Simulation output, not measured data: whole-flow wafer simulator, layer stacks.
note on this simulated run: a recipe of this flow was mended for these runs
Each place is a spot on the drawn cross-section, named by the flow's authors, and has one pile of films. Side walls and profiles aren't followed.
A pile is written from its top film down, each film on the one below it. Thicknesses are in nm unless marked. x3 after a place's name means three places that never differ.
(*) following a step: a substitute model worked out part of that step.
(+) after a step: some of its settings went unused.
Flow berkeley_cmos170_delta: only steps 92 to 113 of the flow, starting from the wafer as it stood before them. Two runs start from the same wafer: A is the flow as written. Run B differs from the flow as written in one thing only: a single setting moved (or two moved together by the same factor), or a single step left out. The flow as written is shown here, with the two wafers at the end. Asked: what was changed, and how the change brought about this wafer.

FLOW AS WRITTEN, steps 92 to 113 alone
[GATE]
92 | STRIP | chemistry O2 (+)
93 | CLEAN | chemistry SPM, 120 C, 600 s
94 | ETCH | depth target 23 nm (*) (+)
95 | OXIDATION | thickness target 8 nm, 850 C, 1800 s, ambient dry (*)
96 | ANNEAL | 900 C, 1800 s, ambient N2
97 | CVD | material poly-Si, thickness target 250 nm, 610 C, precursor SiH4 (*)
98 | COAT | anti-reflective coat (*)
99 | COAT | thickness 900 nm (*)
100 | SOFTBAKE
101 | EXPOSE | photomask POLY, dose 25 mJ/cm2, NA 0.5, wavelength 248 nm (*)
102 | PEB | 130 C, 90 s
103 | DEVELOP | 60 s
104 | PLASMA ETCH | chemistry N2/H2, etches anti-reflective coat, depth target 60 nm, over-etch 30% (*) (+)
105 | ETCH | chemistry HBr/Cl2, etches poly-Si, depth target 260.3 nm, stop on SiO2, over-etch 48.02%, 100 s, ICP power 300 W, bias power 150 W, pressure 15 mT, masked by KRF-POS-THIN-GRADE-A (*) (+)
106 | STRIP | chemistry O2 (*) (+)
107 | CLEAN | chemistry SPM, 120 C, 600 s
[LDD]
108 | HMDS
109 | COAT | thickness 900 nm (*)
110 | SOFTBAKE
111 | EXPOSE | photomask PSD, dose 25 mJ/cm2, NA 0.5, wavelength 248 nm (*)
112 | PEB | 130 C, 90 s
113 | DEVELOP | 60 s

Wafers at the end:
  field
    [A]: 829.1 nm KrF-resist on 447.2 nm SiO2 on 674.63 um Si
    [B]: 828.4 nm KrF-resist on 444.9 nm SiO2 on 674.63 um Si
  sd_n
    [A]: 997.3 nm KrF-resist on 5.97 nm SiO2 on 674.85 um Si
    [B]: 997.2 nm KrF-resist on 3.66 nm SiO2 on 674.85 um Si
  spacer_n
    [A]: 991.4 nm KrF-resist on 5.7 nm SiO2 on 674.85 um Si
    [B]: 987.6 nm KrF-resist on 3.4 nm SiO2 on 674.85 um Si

What caused this: step 97, CVD: thickness target 220 nm was run, whereas the flow has thickness target 250 nm.

Step by step, how the change led to this:
  97 | CVD | material poly-Si, thickness target 250 nm, 610 C, precursor SiH4 (*)
      field, sd_n, spacer_n and 6 more: A +250 poly-Si (new film) | B +220 poly-Si (new film)
  105 | ETCH | chemistry HBr/Cl2, etches poly-Si, depth target 260.3 nm, stop on SiO2, over-etch 48.02%, 100 s, ICP power 300 W, bias power 150 W, pressure 15 mT, masked by KRF-POS-THIN-GRADE-A (*) (+)
      field: A -245.4 poly-Si (all of it), -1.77 SiO2 | B -215.4 poly-Si (all of it), -4.08 SiO2
      sd_n: A -248.7 poly-Si (all of it), -1.52 SiO2 | B -218.7 poly-Si (all of it), -3.82 SiO2
      (also at 5 further places)
  109 | COAT | thickness 900 nm (*)
      gate: A +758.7 KrF-resist (new film) | B +782.2 KrF-resist (new film)
      gate_p: A +754.5 KrF-resist (new film) | B +777.9 KrF-resist (new film)
  113 | DEVELOP | 60 s
      gate_p: A -752.9 KrF-resist (all of it) | B -776.3 KrF-resist (all of it)
